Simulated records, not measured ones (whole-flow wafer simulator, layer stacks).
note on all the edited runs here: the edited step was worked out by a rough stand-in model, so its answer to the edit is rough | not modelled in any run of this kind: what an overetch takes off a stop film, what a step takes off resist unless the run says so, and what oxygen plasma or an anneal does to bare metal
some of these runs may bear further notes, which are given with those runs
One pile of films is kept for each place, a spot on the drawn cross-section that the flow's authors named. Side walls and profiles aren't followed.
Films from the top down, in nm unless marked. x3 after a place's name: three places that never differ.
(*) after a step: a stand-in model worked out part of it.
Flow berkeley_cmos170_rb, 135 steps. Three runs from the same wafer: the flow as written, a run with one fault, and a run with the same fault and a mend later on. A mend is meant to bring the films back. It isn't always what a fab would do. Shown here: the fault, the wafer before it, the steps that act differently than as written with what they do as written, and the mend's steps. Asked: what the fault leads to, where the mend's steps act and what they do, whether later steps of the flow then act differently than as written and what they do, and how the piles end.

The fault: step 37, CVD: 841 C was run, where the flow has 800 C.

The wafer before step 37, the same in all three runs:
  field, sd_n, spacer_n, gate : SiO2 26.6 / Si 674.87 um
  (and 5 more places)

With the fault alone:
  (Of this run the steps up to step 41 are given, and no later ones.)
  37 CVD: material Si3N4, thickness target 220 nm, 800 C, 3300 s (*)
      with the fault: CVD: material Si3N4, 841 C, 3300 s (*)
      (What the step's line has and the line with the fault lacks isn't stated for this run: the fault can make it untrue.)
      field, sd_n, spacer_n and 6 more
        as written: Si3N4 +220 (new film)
        with the fault: Si3N4 +346 (new film)
  No later step of the flow up to step 41 acts differently than as written at any place that is followed.
  After step 41 the piles differ from the flow's by more than 2% or 0.5 nm, whichever is larger, at field, sd_n, spacer_n and 6 more.
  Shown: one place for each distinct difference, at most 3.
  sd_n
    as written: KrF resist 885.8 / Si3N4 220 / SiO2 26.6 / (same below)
    with the fault: KrF resist 885.8 / Si3N4 346 / SiO2 26.6 / (same below)
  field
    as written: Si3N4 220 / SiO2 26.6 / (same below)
    with the fault: Si3N4 346 / SiO2 26.6 / (same below)

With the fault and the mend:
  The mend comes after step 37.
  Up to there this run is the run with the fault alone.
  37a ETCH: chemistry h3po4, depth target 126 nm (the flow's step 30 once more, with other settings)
      field, sd_n, spacer_n and 6 more
        Si3N4 -126
  No later step of the flow acts differently than as written at any place that is followed.
  At the end the piles are the same as the flow's at every place that both follow.
